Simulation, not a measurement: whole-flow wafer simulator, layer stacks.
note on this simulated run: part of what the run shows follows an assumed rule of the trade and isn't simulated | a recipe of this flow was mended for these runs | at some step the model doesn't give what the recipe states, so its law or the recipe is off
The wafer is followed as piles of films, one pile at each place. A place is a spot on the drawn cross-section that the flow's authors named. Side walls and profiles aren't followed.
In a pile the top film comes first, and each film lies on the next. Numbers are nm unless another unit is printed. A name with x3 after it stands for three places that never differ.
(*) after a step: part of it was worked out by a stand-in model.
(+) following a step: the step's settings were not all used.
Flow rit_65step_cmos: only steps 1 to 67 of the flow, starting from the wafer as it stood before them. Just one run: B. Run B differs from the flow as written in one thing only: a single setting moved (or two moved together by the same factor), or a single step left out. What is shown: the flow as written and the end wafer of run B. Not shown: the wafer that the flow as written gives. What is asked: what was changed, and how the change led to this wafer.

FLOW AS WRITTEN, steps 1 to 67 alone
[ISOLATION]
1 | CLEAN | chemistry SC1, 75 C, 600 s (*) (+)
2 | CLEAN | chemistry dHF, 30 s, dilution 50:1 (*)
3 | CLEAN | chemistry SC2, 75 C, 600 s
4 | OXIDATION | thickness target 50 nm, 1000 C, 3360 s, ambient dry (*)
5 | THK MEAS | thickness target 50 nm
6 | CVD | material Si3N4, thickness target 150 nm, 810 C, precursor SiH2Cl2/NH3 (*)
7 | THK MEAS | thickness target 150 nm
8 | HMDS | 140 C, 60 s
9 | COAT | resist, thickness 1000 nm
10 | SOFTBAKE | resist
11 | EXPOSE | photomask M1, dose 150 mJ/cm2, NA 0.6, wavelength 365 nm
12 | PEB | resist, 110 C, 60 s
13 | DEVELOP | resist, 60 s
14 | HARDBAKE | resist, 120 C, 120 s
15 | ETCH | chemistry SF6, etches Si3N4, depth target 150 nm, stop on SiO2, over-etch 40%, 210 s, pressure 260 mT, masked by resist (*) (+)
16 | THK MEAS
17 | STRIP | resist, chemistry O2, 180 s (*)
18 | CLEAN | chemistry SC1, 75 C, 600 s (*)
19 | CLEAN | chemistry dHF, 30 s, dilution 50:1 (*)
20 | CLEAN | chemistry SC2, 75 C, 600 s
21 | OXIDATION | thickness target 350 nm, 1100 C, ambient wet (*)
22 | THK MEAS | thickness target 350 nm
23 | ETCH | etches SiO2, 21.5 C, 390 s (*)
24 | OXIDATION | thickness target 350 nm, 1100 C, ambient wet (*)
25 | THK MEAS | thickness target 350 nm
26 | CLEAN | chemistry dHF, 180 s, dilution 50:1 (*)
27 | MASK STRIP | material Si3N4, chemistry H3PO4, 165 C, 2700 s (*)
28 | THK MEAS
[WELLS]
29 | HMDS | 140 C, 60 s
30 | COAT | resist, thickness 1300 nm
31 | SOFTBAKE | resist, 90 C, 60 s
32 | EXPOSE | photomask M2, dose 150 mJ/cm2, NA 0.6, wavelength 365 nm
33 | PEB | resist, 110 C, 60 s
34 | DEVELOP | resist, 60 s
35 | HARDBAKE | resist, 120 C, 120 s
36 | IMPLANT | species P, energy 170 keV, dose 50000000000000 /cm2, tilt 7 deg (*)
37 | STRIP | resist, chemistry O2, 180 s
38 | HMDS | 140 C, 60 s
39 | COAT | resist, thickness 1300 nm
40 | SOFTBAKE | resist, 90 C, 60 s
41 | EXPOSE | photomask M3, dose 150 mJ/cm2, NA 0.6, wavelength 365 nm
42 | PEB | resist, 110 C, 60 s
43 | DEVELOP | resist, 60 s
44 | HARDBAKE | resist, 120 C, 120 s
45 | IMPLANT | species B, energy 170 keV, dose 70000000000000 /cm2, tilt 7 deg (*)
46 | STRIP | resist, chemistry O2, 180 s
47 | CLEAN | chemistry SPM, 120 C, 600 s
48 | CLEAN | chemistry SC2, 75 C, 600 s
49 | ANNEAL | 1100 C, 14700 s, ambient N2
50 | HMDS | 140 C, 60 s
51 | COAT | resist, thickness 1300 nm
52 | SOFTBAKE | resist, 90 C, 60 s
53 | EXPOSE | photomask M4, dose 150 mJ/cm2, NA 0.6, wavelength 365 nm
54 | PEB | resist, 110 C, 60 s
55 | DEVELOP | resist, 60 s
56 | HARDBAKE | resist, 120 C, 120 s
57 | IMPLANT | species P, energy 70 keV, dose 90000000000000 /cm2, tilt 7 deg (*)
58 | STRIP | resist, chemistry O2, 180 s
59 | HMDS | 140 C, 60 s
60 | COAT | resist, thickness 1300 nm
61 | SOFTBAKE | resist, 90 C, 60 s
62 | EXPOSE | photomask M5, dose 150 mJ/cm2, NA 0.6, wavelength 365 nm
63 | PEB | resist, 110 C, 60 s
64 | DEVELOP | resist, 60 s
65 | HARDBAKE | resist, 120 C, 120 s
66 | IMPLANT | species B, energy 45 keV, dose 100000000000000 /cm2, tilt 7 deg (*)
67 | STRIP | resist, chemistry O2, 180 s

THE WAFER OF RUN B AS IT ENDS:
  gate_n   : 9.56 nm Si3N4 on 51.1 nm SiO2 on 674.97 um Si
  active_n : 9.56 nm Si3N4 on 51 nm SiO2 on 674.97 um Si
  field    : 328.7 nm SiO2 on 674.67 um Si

Cause: step 27, MASK STRIP: 1181 s was run, while the flow as written has 2700 s.

How this came from the change, step by step:
  27 | MASK STRIP | material Si3N4, chemistry H3PO4, 165 C, 2700 s (*)
      active_n, active_p, gate_n and 7 more: Si3N4 loses 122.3 (it would be, as written: Si3N4 loses 131.8 (all of it), SiO2 loses 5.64)
      field, field_pw, field_nw, field_p: SiO2 loses 4.67 (it would be, as written: SiO2 loses 10.7)
